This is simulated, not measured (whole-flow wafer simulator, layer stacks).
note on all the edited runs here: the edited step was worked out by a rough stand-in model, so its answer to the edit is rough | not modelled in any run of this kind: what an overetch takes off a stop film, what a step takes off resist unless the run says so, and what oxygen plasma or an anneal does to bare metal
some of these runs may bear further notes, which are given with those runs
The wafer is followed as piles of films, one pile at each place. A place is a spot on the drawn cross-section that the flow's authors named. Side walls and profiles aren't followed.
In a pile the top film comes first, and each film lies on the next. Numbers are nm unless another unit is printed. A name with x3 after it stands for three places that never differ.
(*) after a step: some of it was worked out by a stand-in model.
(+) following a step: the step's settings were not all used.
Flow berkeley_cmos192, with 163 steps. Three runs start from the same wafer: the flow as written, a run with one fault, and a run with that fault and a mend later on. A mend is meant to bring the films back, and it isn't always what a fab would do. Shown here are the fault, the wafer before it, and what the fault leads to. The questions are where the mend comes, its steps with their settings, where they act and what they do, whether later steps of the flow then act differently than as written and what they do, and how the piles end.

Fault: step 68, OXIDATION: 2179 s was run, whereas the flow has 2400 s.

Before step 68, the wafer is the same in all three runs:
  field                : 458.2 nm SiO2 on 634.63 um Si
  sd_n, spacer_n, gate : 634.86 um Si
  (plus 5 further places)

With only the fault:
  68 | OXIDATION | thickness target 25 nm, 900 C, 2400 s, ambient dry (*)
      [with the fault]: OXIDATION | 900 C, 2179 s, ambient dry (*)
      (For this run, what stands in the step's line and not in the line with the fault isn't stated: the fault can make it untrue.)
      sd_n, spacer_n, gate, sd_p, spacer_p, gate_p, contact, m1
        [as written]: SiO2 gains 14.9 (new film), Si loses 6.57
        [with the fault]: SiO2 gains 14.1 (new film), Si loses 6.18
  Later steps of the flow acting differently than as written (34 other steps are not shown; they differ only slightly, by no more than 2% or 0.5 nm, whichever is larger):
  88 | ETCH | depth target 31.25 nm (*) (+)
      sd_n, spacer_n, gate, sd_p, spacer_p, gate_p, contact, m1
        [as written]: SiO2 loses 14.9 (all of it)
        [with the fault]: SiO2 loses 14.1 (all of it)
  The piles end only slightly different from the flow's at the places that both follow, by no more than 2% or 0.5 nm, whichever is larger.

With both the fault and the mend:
  After step 75 comes the mend.
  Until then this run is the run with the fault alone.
  75a | STRIP | 150 s (*) (+)
      sd_p
        KrF resist loses 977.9 (all of it)
      spacer_p
        KrF resist loses 959.5 (all of it)
      gate_p
        KrF resist loses 958.6 (all of it)
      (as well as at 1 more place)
  75b | CLEAN | chemistry SPM
      alters no film at any place that is followed
  75c | OXIDATION | 900 C, 226 s, ambient dry (*) (a further turn of the flow's step 68, with different settings)
      sd_n, spacer_n, gate, sd_p, spacer_p, gate_p, contact, m1
        SiO2 gains 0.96, Si loses 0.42
      field
        SiO2 gains 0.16, Si loses 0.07
  75d | HMDS (a further turn of the flow's step 70)
      alters no film at any place that is followed
  75e | COAT | KrF resist, thickness 900 nm (*) (a further turn of the flow's step 71)
      spacer_n, gate
        KrF resist gains 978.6 (new film)
      field
        KrF resist gains 842.4 (new film)
      sd_n
        KrF resist gains 1013.2 (new film)
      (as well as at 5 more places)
  75f | SOFTBAKE | KrF resist (a further turn of the flow's step 72)
      alters no film at any place that is followed
  75g | EXPOSE | photomask PWELL, dose 30 mJ/cm2, NA 0.5, wavelength 248 nm (*) (a further turn of the flow's step 73)
      alters no film at any place that is followed
  75h | PEB | KrF resist, 130 C, 60 s (a further turn of the flow's step 74)
      sd_n, m1
        KrF resist loses 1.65
      spacer_n, gate
        KrF resist loses 1.58
      spacer_p, gate_p
        KrF resist loses 1.57
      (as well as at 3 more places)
  75i | DEVELOP | KrF resist, thickness 900 nm, developer developer-D-0.26N, 45 s (a further turn of the flow's step 75)
      sd_p, spacer_p, gate_p, m1
        KrF resist loses 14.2
      spacer_n, gate
        KrF resist loses 977 (all of it)
      field
        KrF resist loses 841.1 (all of it)
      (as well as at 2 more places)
  Later steps of the flow that are run all act as written at every place that is followed, up to a difference of at most 2% or 0.5 nm, whichever is larger.
  At every place that both follow, the piles at the end match the flow's.
